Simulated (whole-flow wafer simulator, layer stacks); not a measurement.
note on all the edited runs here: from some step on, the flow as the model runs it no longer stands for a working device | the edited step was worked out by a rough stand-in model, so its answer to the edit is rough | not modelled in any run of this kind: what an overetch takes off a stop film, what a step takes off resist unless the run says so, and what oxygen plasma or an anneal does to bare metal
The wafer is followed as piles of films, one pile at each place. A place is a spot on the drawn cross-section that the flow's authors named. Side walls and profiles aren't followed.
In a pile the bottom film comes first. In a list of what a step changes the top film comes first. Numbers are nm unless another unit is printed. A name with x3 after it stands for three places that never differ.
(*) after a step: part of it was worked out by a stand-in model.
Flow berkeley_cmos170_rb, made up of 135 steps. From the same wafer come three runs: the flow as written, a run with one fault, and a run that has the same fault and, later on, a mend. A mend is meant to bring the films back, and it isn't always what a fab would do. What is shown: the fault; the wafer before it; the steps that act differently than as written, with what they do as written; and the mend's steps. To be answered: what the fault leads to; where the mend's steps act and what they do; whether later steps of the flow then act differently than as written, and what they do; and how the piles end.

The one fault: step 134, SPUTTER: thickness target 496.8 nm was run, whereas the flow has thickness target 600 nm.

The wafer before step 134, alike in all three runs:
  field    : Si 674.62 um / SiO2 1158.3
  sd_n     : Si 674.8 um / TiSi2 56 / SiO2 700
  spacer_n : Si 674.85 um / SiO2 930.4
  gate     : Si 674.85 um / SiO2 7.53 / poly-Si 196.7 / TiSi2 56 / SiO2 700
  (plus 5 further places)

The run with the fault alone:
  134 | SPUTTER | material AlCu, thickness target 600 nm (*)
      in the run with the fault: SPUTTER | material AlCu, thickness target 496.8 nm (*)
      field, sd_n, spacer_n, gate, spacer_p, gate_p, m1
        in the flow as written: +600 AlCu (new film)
        in the run with the fault: +496.8 AlCu (new film)
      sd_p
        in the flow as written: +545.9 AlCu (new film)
        in the run with the fault: +448 AlCu (new film)
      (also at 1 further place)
  Later steps of the flow that are run all act as written at every place that is followed.
  At field, sd_n, spacer_n and 6 more, the piles at the end differ from the flow's by more than 2% or 0.5 nm, whichever is larger.
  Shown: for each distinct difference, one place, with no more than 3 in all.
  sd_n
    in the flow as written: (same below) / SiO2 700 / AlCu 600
    in the run with the fault: (same below) / SiO2 700 / AlCu 496.8
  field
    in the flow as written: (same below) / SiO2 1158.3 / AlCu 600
    in the run with the fault: (same below) / SiO2 1158.3 / AlCu 496.8
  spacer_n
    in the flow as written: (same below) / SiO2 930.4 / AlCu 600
    in the run with the fault: (same below) / SiO2 930.4 / AlCu 496.8

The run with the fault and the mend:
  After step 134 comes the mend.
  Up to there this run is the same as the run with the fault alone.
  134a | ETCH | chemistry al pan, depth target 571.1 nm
      field, sd_n, spacer_n, gate, spacer_p, gate_p, m1
        -496.8 AlCu (all of it)
      sd_p
        -448 AlCu (all of it)
      contact
        -346.3 AlCu (all of it)
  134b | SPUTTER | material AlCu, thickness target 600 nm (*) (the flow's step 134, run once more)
      field, sd_n, spacer_n, gate, spacer_p, gate_p, m1
        +600 AlCu (new film)
      sd_p
        +545.9 AlCu (new film)
      contact
        +415.1 AlCu (new film)
  Later steps of the flow that are run all act as written at every place that is followed.
  The piles end the same as the flow's at every place that both follow.
